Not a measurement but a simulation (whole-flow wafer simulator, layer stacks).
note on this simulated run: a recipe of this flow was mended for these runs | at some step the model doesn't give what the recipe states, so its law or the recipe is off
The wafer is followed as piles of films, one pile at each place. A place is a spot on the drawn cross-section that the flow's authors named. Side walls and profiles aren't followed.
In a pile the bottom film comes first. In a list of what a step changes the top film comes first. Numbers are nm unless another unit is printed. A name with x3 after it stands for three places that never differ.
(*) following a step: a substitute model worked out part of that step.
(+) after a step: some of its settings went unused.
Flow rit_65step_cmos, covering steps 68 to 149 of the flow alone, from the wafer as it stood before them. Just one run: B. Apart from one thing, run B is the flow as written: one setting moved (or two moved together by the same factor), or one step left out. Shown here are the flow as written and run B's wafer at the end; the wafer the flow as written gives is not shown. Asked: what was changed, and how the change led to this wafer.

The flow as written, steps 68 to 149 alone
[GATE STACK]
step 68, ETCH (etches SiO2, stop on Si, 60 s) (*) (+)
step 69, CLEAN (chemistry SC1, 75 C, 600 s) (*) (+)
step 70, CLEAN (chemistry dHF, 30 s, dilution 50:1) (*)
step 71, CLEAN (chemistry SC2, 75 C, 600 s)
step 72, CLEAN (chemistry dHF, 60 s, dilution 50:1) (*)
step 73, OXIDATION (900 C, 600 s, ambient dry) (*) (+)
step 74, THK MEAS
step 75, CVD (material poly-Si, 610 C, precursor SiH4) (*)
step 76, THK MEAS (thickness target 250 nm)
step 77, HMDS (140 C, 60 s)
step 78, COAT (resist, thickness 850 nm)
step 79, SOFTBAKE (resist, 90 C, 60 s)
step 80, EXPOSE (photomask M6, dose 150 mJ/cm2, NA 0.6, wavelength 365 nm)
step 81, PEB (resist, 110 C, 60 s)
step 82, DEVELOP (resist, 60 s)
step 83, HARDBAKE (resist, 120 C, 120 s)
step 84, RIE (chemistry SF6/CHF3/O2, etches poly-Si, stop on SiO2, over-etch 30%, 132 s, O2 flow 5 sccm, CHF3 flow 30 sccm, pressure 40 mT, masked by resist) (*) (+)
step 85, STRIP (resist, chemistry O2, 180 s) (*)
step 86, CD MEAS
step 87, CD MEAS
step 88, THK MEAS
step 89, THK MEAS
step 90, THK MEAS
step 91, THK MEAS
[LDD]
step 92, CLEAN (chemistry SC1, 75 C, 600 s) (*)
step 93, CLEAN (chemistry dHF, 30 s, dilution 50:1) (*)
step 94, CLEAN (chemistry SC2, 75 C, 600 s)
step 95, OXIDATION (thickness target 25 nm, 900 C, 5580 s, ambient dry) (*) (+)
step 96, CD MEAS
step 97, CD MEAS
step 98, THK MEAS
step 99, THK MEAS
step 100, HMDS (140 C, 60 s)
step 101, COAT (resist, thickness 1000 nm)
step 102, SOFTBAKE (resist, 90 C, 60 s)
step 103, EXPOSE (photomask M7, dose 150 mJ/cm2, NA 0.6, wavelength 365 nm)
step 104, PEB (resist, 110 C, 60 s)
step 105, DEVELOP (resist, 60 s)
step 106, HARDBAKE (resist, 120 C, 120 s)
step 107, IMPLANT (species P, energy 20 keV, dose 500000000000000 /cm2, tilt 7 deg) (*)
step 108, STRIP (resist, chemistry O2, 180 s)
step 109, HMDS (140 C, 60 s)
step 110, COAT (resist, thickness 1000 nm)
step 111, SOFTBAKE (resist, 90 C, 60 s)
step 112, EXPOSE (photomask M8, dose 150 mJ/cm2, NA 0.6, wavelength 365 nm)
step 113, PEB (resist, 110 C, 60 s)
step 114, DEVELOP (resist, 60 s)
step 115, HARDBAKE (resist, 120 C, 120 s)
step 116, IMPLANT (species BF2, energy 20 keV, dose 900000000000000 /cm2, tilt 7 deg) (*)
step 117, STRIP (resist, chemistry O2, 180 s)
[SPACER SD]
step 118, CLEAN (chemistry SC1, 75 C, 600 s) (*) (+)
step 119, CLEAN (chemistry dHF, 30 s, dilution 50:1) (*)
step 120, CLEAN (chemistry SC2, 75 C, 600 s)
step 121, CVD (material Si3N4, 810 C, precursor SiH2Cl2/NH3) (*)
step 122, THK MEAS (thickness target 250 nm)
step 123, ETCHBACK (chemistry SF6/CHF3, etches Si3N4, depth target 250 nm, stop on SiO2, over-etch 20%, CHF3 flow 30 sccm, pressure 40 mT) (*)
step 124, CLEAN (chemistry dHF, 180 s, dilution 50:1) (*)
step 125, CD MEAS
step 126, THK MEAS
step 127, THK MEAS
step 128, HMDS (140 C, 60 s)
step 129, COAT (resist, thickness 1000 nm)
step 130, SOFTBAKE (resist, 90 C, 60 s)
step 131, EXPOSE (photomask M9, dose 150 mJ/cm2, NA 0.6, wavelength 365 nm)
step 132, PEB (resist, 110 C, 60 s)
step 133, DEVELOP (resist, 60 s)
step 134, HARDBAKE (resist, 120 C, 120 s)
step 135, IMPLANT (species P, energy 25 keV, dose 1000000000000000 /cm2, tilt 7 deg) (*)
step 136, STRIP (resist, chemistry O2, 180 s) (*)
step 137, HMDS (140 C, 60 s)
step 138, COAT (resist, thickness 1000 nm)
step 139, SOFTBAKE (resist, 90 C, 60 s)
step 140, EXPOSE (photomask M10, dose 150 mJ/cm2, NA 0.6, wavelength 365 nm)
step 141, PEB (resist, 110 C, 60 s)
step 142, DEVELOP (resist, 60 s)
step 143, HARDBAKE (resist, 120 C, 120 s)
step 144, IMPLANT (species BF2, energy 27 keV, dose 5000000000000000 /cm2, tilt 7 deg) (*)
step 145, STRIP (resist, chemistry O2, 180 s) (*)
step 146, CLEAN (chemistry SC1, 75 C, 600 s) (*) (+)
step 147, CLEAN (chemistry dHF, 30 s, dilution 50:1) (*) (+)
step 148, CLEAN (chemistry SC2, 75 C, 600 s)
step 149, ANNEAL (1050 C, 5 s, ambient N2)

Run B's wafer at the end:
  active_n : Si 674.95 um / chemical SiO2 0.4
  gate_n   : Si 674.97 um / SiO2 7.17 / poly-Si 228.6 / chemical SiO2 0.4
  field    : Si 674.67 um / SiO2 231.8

Cause: step 68, ETCH: 36 s was run, whereas the flow has 60 s.

Step by step, how the change led to this:
  step 68, ETCH (etches SiO2, stop on Si, 60 s) (*) (+)
      active_n, active_p, gate_n and 7 more: SiO2 loses 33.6 (as written it would have been: SiO2 loses 45.4 (all of it), Si loses 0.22)
      field, field_pw, field_nw, field_p: SiO2 loses 33.6 (as written it would have been: SiO2 loses 56)
  step 69, CLEAN (chemistry SC1, 75 C, 600 s) (*) (+)
      gate_n, gate_p, spacer, spacer_p, sd_n, sd_p, contact, m1: SiO2 loses 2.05 (as written it would have been: chemical SiO2 gains 0.6 (new film), Si loses 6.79)
      active_n, active_p: SiO2 loses 2.05 (as written it would have been: chemical SiO2 gains 0.6 (new film), Si loses 6.8)
  step 70, CLEAN (chemistry dHF, 30 s, dilution 50:1) (*)
      active_n, gate_n, spacer, sd_n, contact, m1: SiO2 loses 3.25 (as written it would have been: chemical SiO2 loses 0.6 (all of it))
      active_p, gate_p, spacer_p, sd_p: SiO2 loses 5.7 (as written it would have been: chemical SiO2 loses 0.6 (all of it))
  step 72, CLEAN (chemistry dHF, 60 s, dilution 50:1) (*)
      gate_n, spacer, sd_n, contact, m1: SiO2 loses 6.53 (all of it) (as written it would have been: chemical SiO2 loses 0.4 (all of it))
      gate_p, spacer_p, sd_p: SiO2 loses 4.09 (all of it) (as written it would have been: chemical SiO2 loses 0.4 (all of it))
      (and at 2 other places as well)
